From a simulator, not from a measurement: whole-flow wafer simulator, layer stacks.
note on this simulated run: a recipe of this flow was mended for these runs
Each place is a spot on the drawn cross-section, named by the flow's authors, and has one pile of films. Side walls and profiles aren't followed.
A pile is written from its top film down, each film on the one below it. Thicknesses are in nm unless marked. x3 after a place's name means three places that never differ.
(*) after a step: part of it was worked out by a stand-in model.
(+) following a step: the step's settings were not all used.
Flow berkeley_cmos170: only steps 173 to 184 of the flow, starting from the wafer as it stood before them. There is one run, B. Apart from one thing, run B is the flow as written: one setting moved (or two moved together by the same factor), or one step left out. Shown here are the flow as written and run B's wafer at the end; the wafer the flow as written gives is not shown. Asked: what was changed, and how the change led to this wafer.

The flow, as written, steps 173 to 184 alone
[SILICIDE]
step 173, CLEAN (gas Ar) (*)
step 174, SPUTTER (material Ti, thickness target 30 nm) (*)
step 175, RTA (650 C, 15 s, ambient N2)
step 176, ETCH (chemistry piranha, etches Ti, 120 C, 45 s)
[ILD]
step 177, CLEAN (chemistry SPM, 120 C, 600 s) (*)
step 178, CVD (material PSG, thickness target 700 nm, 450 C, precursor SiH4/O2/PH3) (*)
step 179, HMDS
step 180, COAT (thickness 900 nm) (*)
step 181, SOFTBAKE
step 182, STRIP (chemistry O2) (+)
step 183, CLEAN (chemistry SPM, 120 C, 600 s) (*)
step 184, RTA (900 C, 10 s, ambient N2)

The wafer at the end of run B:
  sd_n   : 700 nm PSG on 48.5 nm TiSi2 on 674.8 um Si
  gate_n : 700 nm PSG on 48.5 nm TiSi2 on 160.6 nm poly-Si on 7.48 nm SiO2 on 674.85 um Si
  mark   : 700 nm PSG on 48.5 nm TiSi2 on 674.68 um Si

What caused this: step 174, SPUTTER: thickness target 26 nm was run, while the flow as written has thickness target 30 nm.

The path from the change to this, step by step:
  step 174, SPUTTER (material Ti, thickness target 30 nm) (*)
      field, mark, sd_n and 10 more: Ti gains 26 (new film) (in the flow as written it would be: Ti gains 30 (new film))
  step 175, RTA (650 C, 15 s, ambient N2)
      mark, sd_n, sd_p, contact, m1, via1, m2, via2: Ti loses 20.3, TiSi2 C49 gains 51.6 (new film), Si loses 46 (in the flow as written it would be: Ti loses 23.4, TiSi first gains 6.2 (new film), TiSi2 C49 gains 50.3 (new film), Si loses 49)
      gate_n, gate_p: Ti loses 20.3, TiSi2 C49 gains 51.6 (new film), poly-Si loses 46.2 (in the flow as written it would be: Ti loses 23.4, TiSi first gains 6.2 (new film), TiSi2 C49 gains 50.3 (new film), poly-Si loses 49.2)
  step 176, ETCH (chemistry piranha, etches Ti, 120 C, 45 s)
      mark, sd_n, gate_n and 7 more: Ti loses 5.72 (all of it), TiSi2 C49 loses 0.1 (in the flow as written it would be: Ti loses 6.6 (all of it), TiSi first loses 0.1)
      field, spacer_n, spacer_p: Ti loses 26 (all of it) (in the flow as written it would be: Ti loses 30 (all of it))
  step 184, RTA (900 C, 10 s, ambient N2)
      mark, sd_n, sd_p, contact, m1, via1, m2, via2: under 1 film: TiSi2 gains 48.5 (new film), TiSi2 C49 loses 51.5 (all of it) (in the flow as written it would be: under 1 film: TiSi2 gains 55.9 (new film), TiSi first loses 6.09 (all of it), TiSi2 C49 loses 50.3 (all of it), Si loses 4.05)
      gate_n, gate_p: under 1 film: TiSi2 gains 48.5 (new film), TiSi2 C49 loses 51.5 (all of it) (in the flow as written it would be: under 1 film: TiSi2 gains 55.9 (new film), TiSi first loses 6.09 (all of it), TiSi2 C49 loses 50.3 (all of it), poly-Si loses 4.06)
